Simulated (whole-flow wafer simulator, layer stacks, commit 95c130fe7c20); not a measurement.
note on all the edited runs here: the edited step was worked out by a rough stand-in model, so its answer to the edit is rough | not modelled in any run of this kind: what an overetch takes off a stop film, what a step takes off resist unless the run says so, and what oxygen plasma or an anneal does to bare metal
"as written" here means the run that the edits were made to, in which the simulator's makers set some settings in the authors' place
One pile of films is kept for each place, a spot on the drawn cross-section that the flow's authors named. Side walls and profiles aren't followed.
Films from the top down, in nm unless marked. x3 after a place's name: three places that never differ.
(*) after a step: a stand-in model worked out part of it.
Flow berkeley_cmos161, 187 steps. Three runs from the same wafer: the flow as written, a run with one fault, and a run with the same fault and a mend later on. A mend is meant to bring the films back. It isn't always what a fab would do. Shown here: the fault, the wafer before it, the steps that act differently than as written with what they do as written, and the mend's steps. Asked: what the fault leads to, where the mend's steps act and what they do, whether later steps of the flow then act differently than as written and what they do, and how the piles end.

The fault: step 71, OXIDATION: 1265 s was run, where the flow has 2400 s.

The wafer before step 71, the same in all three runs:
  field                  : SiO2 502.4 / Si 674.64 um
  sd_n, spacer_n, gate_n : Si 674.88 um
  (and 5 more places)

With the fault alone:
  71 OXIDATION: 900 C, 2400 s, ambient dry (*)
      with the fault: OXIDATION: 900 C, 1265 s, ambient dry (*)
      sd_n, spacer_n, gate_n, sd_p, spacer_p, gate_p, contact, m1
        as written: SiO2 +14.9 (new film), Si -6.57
        with the fault: SiO2 +9.99 (new film), Si -4.4
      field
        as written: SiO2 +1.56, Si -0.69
        with the fault: SiO2 +0.82, Si -0.36
  Later steps of the flow that act differently than as written (49 more steps differ only slightly, by at most 2% or 0.5 nm, whichever is larger, and aren't shown):
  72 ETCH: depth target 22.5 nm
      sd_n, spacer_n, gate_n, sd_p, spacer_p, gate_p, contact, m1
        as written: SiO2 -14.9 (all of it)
        with the fault: SiO2 -9.99 (all of it)
  At the end the piles differ from the flow's only slightly at the places that both follow, by at most 2% or 0.5 nm, whichever is larger.

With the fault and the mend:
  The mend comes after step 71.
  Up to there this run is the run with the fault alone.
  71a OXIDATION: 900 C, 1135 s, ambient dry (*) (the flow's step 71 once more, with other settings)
      sd_n, spacer_n, gate_n, sd_p, spacer_p, gate_p, contact, m1
        SiO2 +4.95, Si -2.18
      field
        SiO2 +0.74, Si -0.32
  No later step of the flow acts differently than as written at any place that is followed.
  At the end the piles are the same as the flow's at every place that both follow.
